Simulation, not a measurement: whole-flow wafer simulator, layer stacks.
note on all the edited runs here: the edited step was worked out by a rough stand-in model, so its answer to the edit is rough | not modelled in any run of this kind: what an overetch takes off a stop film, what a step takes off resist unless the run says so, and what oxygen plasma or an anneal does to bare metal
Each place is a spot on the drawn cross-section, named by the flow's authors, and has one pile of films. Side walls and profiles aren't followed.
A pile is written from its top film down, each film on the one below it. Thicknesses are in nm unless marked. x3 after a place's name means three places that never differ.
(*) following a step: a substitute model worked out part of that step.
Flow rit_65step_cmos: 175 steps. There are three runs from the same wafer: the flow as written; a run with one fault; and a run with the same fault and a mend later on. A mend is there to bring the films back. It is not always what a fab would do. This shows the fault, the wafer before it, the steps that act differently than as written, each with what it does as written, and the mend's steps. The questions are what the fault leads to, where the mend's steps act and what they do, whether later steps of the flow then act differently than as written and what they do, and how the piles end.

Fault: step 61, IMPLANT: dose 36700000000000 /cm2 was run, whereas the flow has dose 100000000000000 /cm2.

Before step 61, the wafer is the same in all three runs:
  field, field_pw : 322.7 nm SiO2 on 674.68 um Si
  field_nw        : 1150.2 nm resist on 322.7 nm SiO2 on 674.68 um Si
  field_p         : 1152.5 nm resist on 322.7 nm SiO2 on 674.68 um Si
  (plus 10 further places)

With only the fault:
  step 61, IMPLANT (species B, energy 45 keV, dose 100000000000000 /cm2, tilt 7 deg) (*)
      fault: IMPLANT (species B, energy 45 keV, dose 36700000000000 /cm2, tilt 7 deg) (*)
      does the same as it does as written at each place that is followed
  Steps further on in the flow that do not act as written (31 other steps are not shown; they differ only slightly, by no more than 2% or 0.5 nm, whichever is larger):
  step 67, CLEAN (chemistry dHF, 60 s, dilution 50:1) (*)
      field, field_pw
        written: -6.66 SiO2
        fault: -5.97 SiO2
  At the end the piles are close to the flow's at the places that both follow, differing by at most 2% or 0.5 nm, whichever is larger.

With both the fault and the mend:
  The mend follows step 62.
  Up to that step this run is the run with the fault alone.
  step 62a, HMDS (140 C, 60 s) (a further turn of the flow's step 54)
      does not change any film at any place that is followed
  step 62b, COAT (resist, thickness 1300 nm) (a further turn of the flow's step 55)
      gate_n, gate_p, spacer, spacer_p, contact
        +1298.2 resist (new film)
      active_n, active_p, sd_p
        +1297.4 resist (new film)
      field_pw, field_nw
        +1313 resist (new film)
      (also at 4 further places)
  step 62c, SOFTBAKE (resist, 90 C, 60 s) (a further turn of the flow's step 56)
      does not change any film at any place that is followed
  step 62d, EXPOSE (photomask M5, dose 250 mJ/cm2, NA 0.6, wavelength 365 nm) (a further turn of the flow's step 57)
      does not change any film at any place that is followed
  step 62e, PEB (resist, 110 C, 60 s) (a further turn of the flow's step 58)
      gate_n, gate_p, spacer, spacer_p, contact, m1
        -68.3 resist
      active_n, active_p, sd_n, sd_p
        -68.2 resist
      field, field_p
        -69.2 resist
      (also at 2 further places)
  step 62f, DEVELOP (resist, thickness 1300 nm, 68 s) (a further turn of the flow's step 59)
      gate_n, spacer, contact
        -1229.9 resist (all of it)
      field
        -1246.5 resist (all of it)
      field_pw
        -1243.9 resist (all of it)
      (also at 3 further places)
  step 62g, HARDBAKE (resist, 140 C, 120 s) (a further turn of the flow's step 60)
      active_p, gate_p, spacer_p
        -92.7 resist
      field_nw
        -93.8 resist
      field_p
        -94 resist
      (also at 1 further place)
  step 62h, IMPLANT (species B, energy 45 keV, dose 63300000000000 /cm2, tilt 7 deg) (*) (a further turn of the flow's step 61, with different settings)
      does not change any film at any place that is followed
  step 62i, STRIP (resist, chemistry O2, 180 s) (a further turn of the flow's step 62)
      active_p, sd_p
        -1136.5 resist (all of it)
      gate_p, spacer_p
        -1137.2 resist (all of it)
      field_nw
        -1150.2 resist (all of it)
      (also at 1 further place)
  Later steps of the flow that are run all act as written at every place that is followed.
  The piles end the same as the flow's at every place that both follow.
